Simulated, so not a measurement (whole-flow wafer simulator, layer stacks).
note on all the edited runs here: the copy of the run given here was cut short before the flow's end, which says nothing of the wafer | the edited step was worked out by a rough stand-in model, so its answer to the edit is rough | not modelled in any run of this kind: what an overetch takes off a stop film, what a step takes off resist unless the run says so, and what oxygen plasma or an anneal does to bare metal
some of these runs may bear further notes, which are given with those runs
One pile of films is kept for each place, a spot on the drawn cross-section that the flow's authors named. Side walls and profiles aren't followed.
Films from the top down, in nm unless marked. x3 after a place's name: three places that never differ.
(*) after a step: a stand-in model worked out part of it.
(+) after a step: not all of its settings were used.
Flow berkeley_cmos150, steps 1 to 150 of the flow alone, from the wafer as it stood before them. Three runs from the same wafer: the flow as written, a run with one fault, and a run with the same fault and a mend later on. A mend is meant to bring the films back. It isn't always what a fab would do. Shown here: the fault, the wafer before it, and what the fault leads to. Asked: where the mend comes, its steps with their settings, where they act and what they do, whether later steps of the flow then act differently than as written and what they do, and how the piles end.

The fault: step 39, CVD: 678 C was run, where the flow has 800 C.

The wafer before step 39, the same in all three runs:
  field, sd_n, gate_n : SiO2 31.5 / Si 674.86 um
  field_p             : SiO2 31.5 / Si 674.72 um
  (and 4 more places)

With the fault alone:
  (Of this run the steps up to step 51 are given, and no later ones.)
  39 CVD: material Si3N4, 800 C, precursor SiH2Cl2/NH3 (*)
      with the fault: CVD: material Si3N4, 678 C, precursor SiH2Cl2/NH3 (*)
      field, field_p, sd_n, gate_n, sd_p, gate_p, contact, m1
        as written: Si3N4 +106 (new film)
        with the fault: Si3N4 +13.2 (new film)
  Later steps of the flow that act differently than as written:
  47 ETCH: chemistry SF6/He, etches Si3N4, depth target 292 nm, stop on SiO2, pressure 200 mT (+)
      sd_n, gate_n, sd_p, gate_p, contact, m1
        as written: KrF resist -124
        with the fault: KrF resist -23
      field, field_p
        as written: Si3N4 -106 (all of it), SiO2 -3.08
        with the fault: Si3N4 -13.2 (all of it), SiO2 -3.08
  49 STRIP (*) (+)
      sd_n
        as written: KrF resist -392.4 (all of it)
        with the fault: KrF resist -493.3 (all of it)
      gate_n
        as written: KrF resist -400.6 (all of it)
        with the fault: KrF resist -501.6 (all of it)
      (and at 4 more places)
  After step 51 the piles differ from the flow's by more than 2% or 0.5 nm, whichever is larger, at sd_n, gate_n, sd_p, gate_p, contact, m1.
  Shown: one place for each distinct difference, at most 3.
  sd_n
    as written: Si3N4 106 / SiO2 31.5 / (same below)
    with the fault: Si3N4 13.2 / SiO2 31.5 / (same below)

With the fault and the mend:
  The mend comes after step 39.
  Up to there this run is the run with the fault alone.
  39a CVD: material Si3N4, 800 C, precursor SiH2Cl2/NH3 (*) (the flow's step 39 once more, with other settings that aren't printed)
      field, field_p, sd_n, gate_n, sd_p, gate_p, contact, m1
        Si3N4 +92.9
  No later step of the flow acts differently than as written, at any place that is followed, by more than 2% or 0.5 nm, whichever is larger.
  At the end the piles are the same as the flow's at every place that both follow.
